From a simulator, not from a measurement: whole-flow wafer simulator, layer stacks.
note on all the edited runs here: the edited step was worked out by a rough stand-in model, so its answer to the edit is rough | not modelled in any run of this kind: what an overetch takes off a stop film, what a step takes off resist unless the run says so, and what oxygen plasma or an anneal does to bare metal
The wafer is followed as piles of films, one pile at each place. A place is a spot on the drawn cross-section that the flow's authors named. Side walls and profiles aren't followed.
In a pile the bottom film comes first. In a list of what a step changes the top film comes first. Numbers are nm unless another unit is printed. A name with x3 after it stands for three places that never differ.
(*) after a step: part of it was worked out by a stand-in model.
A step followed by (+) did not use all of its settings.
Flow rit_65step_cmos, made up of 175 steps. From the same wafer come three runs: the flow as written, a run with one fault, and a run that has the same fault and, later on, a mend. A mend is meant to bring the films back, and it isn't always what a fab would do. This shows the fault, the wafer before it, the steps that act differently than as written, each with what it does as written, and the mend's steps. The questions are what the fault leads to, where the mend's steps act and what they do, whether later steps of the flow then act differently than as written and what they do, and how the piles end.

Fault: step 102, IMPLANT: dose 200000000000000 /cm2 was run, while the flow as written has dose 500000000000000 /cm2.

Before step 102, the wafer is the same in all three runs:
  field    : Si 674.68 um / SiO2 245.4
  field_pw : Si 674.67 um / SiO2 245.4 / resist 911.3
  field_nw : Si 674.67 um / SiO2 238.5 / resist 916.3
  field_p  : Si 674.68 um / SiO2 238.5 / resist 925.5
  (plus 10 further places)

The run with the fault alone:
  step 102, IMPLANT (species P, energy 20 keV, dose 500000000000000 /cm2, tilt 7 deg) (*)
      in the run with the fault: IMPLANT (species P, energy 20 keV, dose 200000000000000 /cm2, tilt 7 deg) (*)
      acts as it does as written at every place that is followed
  Later steps of the flow acting differently than as written (20 other steps are not shown; they differ only slightly, by no more than 2% or 0.5 nm, whichever is larger):
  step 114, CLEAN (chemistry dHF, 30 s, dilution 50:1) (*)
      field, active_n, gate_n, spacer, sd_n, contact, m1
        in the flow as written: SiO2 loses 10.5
        in the run with the fault: SiO2 loses 8.18
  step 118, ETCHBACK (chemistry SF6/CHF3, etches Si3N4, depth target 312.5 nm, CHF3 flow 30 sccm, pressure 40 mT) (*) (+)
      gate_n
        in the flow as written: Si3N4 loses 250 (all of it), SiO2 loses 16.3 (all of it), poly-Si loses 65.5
        in the run with the fault: Si3N4 loses 250 (all of it), SiO2 loses 18.7 (all of it), poly-Si loses 60.7
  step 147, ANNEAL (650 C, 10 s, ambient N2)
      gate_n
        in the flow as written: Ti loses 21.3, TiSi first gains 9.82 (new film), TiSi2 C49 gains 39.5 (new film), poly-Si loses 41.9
        in the run with the fault: Ti loses 21.7, TiSi first gains 10.8 (new film), TiSi2 C49 gains 39 (new film), poly-Si loses 42.1
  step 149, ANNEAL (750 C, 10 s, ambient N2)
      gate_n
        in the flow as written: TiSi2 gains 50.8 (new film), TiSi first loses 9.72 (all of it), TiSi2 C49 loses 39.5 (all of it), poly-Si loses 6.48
        in the run with the fault: TiSi2 gains 51.7 (new film), TiSi first loses 10.7 (all of it), TiSi2 C49 loses 39 (all of it), poly-Si loses 7.16
  At gate_n, spacer, the piles at the end differ from the flow's by more than 2% or 0.5 nm, whichever is larger.
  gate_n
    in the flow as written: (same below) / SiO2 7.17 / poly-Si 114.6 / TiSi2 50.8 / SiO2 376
    in the run with the fault: (same below) / SiO2 7.17 / poly-Si 118.6 / TiSi2 51.7 / SiO2 373.4
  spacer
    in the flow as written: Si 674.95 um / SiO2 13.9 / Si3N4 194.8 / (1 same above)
    in the run with the fault: Si 674.95 um / SiO2 16.3 / Si3N4 194.8 / (1 same above)

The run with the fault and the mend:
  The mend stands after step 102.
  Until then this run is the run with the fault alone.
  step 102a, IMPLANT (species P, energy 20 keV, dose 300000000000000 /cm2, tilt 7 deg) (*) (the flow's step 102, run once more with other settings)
      leaves every film unchanged at each place that is followed
  None of the later steps of the flow acts differently than as written at any place that is followed.
  By the end, the piles equal the flow's at every place that both follow.
